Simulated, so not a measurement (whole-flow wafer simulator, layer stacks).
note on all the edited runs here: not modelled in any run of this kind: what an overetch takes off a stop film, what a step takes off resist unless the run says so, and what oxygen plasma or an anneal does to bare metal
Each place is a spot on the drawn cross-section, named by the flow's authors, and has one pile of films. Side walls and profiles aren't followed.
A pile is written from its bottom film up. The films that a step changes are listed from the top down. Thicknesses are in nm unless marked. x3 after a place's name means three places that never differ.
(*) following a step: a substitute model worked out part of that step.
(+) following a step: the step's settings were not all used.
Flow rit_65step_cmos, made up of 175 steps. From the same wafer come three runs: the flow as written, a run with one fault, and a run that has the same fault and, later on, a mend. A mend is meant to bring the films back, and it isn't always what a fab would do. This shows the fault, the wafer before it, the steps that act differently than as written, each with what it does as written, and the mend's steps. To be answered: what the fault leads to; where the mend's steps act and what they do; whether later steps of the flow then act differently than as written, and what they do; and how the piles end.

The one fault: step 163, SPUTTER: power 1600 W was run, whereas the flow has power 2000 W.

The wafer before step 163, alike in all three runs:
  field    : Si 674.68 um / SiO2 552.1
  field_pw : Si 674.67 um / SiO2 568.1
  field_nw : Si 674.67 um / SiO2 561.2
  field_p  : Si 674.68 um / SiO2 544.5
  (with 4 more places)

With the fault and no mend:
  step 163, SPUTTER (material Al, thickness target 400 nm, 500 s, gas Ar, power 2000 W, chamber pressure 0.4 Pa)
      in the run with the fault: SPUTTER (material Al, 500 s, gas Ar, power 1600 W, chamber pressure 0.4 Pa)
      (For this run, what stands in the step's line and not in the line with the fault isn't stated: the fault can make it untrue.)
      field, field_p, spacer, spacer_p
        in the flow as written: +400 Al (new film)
        in the run with the fault: +320 Al (new film)
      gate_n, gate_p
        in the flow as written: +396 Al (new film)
        in the run with the fault: +320 Al (new film)
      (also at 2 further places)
  Steps later in the flow that act otherwise than as written (3 other steps are not shown; they differ only slightly, by no more than 2% or 0.5 nm, whichever is larger):
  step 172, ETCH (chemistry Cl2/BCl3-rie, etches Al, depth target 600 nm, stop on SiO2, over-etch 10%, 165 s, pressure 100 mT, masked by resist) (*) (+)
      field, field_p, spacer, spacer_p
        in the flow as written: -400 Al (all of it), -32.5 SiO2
        in the run with the fault: -320 Al (all of it), -42.5 SiO2
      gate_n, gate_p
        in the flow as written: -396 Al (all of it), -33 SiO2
        in the run with the fault: -320 Al (all of it), -42.5 SiO2
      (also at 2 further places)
  By the end, the piles at gate_n, gate_p, spacer, spacer_p depart from the flow's by more than 2% or 0.5 nm, whichever is larger.
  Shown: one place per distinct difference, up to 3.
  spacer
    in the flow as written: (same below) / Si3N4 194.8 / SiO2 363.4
    in the run with the fault: (same below) / Si3N4 194.8 / SiO2 353.4
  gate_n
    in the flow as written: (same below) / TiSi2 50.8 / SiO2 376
    in the run with the fault: (same below) / TiSi2 50.8 / SiO2 366.5
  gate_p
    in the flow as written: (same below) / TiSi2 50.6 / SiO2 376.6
    in the run with the fault: (same below) / TiSi2 50.6 / SiO2 367.1

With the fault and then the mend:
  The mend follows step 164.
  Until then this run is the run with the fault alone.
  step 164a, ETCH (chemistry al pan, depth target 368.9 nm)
      field, field_p, gate_n, gate_p, spacer, spacer_p
        -320 Al (all of it)
      field_pw
        -319.5 Al (all of it)
      field_nw
        -319.7 Al (all of it)
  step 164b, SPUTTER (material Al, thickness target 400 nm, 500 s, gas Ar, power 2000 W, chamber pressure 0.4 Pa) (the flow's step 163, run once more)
      field, field_pw, field_p, spacer, spacer_p
        +400 Al (new film)
      gate_n, gate_p
        +396 Al (new film)
      field_nw
        +397.2 Al (new film)
  None of the later steps of the flow acts differently than as written at any place that is followed.
  The piles end the same as the flow's at every place that both follow.
